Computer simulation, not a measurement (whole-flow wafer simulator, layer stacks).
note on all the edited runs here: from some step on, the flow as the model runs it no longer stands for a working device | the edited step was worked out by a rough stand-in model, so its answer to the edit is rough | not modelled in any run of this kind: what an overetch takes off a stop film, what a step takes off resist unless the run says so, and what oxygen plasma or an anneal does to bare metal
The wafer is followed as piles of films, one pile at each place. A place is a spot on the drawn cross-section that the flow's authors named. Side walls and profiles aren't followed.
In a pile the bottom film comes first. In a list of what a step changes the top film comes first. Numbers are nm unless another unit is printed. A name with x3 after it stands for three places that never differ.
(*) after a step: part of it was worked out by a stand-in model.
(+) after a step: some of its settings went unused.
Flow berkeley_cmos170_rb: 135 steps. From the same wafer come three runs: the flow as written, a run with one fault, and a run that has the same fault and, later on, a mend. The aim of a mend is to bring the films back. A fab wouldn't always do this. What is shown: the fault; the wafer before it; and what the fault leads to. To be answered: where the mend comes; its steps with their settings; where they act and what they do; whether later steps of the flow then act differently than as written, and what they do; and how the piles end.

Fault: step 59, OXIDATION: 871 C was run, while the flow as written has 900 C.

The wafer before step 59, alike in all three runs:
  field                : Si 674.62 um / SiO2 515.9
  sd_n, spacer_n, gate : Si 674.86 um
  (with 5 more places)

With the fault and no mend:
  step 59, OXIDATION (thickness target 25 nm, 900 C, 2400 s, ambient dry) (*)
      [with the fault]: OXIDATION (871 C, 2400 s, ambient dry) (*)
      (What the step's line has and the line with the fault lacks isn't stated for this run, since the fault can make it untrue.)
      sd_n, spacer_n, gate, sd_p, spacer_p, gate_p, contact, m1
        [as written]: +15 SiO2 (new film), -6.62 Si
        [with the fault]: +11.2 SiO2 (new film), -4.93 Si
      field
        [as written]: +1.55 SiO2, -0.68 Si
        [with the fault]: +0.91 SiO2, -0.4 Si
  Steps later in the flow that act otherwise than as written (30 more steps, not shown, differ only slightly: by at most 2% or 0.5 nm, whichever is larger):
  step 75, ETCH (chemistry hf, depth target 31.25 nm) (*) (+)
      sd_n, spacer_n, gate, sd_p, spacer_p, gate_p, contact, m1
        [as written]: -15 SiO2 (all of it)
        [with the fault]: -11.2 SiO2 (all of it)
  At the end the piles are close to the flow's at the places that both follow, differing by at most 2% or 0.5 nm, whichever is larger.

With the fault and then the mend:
  The mend follows step 64.
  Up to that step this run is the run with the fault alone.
  step 64a, STRIP (*) (+)
      sd_p
        -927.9 KrF resist (all of it)
      spacer_p
        -911.2 KrF resist (all of it)
      gate_p
        -910.3 KrF resist (all of it)
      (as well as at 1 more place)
  step 64b, CLEAN (*) (the flow's step 51 again)
      alters no film at any place that is followed
  step 64c, OXIDATION (900 C, 881 s, ambient dry) (*) (the flow's step 59 again, with other settings)
      sd_n, spacer_n, gate, sd_p, spacer_p, gate_p, contact, m1
        +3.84 SiO2, -1.69 Si
      field
        +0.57 SiO2, -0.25 Si
  step 64d, COAT (KrF resist, thickness 900 nm) (*) (the flow's step 61 again)
      field
        +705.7 KrF resist (new film)
      sd_n
        +957.4 KrF resist (new film)
      spacer_n
        +924.9 KrF resist (new film)
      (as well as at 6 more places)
  step 64e, EXPOSE (photomask PWELL) (the flow's step 62 again)
      alters no film at any place that is followed
  step 64f, PEB (130 C, 60 s) (*) (the flow's step 63 again)
      alters no film at any place that is followed
  step 64g, DEVELOP (developer developer-D-0.26N, 45 s) (the flow's step 64 again)
      sd_p, spacer_p, gate_p, m1
        -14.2 KrF resist
      field
        -705.7 KrF resist (all of it)
      sd_n
        -957.4 KrF resist (all of it)
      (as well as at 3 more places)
  Every later step of the flow that is run acts as written, at every place that is followed, to within 2% or 0.5 nm, whichever is larger.
  At the end the piles are close to the flow's at the places that both follow, differing by at most 2% or 0.5 nm, whichever is larger.
